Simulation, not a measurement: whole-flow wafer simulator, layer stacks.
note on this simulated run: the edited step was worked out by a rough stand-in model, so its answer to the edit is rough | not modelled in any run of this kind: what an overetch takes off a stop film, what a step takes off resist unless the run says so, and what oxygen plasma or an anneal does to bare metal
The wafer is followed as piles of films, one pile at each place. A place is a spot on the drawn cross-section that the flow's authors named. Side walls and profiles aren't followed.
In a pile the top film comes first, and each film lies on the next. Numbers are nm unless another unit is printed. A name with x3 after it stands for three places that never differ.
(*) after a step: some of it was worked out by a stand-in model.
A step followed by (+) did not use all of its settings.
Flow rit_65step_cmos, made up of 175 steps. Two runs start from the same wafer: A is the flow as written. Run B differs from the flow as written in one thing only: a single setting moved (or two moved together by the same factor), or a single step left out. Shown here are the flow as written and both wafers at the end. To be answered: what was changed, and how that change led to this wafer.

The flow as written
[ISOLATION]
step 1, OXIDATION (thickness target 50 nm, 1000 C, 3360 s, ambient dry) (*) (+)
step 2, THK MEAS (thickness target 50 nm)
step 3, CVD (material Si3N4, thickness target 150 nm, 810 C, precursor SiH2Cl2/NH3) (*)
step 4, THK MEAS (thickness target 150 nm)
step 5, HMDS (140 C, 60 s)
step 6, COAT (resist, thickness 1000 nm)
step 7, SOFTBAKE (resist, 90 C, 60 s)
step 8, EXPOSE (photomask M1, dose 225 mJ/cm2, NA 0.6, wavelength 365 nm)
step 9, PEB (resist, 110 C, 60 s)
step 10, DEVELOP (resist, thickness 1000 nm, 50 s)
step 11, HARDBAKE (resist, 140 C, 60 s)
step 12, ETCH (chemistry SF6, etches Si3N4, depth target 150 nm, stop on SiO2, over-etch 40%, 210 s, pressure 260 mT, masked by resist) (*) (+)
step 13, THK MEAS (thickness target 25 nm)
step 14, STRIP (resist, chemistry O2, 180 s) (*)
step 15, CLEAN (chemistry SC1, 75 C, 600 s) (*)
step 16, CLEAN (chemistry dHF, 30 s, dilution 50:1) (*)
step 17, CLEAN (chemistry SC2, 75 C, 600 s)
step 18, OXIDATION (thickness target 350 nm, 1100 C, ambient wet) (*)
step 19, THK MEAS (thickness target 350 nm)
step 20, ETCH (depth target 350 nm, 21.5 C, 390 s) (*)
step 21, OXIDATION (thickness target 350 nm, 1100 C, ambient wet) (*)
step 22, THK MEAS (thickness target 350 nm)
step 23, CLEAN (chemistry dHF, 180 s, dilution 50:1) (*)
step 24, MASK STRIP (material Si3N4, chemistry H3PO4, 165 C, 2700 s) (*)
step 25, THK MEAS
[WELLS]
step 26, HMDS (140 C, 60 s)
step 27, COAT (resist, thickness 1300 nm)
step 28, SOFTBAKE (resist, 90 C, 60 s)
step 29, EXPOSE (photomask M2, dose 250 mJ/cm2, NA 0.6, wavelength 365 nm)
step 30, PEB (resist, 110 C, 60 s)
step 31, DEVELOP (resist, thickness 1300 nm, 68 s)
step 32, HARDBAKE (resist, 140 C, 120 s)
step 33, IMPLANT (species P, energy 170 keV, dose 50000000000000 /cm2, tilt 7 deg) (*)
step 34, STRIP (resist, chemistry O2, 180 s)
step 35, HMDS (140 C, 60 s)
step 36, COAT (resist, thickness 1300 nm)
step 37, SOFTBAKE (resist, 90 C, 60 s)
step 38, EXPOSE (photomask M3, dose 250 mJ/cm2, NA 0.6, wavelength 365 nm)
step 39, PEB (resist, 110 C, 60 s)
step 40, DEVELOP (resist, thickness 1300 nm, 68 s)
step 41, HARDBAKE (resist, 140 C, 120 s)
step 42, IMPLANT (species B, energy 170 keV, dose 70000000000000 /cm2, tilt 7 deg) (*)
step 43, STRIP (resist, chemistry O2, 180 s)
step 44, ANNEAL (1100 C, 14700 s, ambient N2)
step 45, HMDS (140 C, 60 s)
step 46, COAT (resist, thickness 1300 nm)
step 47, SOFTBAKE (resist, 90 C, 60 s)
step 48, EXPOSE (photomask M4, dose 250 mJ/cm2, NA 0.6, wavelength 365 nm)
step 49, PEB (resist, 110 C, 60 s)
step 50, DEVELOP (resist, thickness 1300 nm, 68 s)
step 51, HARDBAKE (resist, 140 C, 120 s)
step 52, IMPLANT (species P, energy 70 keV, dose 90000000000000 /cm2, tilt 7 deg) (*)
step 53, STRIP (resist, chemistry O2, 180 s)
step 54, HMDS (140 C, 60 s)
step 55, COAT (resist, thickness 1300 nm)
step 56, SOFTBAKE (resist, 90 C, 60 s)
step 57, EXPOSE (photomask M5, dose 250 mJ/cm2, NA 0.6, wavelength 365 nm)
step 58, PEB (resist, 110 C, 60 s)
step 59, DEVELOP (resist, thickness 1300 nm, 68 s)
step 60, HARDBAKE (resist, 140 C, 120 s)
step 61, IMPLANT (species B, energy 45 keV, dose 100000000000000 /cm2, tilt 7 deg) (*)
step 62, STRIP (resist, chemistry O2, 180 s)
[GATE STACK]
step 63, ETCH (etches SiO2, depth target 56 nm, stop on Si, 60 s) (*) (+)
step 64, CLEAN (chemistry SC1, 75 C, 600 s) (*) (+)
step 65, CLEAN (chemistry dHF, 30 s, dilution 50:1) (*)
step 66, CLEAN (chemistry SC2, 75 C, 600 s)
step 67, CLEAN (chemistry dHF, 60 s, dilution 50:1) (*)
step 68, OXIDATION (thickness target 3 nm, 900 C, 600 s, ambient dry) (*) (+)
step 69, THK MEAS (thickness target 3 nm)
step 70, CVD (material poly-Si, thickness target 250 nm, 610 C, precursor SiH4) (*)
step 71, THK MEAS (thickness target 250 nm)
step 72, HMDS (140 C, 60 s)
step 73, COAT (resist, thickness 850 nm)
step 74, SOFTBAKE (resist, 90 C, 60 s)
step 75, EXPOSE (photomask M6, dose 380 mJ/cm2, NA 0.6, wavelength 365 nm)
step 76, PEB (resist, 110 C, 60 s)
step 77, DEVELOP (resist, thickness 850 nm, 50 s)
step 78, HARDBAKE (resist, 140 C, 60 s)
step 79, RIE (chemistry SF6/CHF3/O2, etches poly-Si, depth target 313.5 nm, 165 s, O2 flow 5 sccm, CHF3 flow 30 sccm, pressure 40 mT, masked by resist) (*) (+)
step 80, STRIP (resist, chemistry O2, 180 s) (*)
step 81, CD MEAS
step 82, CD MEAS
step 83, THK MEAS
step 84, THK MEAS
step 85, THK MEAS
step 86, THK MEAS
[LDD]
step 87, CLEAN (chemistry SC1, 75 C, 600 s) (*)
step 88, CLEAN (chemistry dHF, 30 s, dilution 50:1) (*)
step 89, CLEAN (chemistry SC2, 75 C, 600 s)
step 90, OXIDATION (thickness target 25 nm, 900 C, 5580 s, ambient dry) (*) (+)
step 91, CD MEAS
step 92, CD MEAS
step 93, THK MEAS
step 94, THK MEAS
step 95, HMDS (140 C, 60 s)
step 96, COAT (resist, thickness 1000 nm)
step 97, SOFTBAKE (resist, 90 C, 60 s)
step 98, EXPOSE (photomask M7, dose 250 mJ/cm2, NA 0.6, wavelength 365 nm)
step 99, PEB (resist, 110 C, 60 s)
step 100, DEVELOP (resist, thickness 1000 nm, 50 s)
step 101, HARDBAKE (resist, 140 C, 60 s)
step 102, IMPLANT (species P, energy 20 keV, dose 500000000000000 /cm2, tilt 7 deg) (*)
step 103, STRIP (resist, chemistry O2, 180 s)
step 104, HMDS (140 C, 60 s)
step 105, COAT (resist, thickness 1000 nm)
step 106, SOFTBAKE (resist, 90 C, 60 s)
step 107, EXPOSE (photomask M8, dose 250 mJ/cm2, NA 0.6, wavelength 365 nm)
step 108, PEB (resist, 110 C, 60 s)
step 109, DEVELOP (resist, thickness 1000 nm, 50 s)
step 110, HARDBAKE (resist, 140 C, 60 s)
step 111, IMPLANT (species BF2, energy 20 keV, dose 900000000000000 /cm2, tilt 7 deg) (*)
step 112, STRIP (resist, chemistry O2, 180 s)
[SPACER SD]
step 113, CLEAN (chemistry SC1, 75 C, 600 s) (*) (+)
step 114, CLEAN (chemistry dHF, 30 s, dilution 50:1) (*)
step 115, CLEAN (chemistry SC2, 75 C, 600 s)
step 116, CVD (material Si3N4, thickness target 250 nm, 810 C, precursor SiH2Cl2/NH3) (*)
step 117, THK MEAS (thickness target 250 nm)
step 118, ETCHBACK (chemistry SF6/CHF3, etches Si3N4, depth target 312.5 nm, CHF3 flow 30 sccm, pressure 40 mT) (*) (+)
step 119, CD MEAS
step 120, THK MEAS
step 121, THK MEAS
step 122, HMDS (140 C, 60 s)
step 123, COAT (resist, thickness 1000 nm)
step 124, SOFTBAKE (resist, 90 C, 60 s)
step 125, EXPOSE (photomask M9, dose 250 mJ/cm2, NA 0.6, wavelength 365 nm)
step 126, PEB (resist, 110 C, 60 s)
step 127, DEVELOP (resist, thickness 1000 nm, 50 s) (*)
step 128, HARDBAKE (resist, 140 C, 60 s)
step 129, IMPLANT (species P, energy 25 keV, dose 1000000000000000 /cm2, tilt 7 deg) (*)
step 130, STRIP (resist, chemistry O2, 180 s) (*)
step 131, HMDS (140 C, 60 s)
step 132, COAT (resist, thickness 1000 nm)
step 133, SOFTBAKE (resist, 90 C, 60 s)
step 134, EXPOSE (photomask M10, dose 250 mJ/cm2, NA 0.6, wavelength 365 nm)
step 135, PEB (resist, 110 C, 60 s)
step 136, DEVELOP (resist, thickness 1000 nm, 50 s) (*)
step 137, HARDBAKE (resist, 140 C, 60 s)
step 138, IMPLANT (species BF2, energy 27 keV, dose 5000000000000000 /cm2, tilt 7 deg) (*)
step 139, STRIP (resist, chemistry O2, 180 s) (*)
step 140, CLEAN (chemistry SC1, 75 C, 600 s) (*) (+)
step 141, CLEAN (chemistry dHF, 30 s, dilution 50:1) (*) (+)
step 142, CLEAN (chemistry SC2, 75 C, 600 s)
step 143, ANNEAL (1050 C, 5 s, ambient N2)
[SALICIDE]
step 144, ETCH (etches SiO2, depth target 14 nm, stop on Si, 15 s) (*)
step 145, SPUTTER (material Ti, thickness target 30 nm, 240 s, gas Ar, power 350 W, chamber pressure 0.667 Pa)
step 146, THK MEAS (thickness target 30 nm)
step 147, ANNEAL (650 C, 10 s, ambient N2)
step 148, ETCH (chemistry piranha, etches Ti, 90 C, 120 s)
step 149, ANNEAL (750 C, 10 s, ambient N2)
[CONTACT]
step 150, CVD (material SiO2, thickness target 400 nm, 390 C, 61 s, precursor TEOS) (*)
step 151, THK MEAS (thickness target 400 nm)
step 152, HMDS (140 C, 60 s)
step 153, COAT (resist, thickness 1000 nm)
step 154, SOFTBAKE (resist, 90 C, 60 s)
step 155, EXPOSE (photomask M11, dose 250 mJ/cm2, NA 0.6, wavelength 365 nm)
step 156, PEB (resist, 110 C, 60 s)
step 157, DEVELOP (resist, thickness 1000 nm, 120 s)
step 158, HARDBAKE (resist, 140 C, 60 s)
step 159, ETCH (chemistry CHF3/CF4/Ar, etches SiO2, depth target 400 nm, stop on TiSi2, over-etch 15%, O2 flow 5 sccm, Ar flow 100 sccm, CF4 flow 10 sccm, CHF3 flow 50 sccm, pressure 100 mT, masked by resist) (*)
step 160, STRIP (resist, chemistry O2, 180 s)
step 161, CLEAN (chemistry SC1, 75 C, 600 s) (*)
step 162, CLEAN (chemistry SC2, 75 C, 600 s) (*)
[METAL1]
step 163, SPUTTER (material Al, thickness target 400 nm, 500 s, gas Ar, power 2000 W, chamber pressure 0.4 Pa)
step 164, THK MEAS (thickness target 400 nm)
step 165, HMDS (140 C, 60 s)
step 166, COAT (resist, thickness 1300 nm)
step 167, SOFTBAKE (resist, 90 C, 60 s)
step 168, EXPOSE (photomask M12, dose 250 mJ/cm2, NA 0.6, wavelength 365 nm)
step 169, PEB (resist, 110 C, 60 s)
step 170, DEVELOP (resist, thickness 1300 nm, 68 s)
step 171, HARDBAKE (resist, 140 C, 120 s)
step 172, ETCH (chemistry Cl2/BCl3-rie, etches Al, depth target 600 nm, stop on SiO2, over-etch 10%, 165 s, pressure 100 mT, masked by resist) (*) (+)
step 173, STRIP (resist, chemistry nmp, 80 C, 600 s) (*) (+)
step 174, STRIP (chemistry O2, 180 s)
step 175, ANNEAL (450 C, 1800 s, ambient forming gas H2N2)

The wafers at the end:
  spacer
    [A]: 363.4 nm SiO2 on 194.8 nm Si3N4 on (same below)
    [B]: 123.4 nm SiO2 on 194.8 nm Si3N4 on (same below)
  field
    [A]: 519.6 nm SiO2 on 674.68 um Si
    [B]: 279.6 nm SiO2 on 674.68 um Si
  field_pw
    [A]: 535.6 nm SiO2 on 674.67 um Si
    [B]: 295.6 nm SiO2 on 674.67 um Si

The reason: step 150, CVD: thickness target 160 nm was run, while the flow as written has thickness target 400 nm.

How this came from the change, step by step:
  step 150, CVD (material SiO2, thickness target 400 nm, 390 C, 61 s, precursor TEOS) (*)
      field, field_pw, field_nw, field_p: A SiO2 gains 400 | B SiO2 gains 160
      spacer, spacer_p: A SiO2 gains 400 (new film) | B SiO2 gains 160 (new film)
      (as well as at 2 more places)
  step 159, ETCH (chemistry CHF3/CF4/Ar, etches SiO2, depth target 400 nm, stop on TiSi2, over-etch 15%, O2 flow 5 sccm, Ar flow 100 sccm, CF4 flow 10 sccm, CHF3 flow 50 sccm, pressure 100 mT, masked by resist) (*)
      field, field_pw, field_nw, field_p, gate_n, gate_p, spacer, spacer_p: A resist loses 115 | B resist loses 46
  step 160, STRIP (resist, chemistry O2, 180 s)
      field: A resist loses 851 (all of it) | B resist loses 916.7 (all of it)
      field_pw: A resist loses 820.1 (all of it) | B resist loses 886.9 (all of it)
      (as well as at 6 more places)
  step 163, SPUTTER (material Al, thickness target 400 nm, 500 s, gas Ar, power 2000 W, chamber pressure 0.4 Pa)
      gate_n, gate_p: A Al gains 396 (new film) | B Al gains 274.8 (new film)
  step 166, COAT (resist, thickness 1300 nm)
      gate_n: A resist gains 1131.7 (new film) | B resist gains 1261.9 (new film)
      gate_p: A resist gains 1135.6 (new film) | B resist gains 1263.7 (new film)
  step 169, PEB (resist, 110 C, 60 s)
      gate_n: A resist loses 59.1 | B resist loses 66.4
      gate_p: A resist loses 59.3 | B resist loses 66.5
  step 170, DEVELOP (resist, thickness 1300 nm, 68 s)
      gate_n: A resist loses 1072.6 (all of it) | B resist loses 1195.5 (all of it)
      gate_p: A resist loses 1076.3 (all of it) | B resist loses 1197.2 (all of it)
  step 172, ETCH (chemistry Cl2/BCl3-rie, etches Al, depth target 600 nm, stop on SiO2, over-etch 10%, 165 s, pressure 100 mT, masked by resist) (*) (+)
      gate_n, gate_p: A Al loses 396 (all of it), SiO2 loses 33 | B Al loses 274.8 (all of it), SiO2 loses 48.2
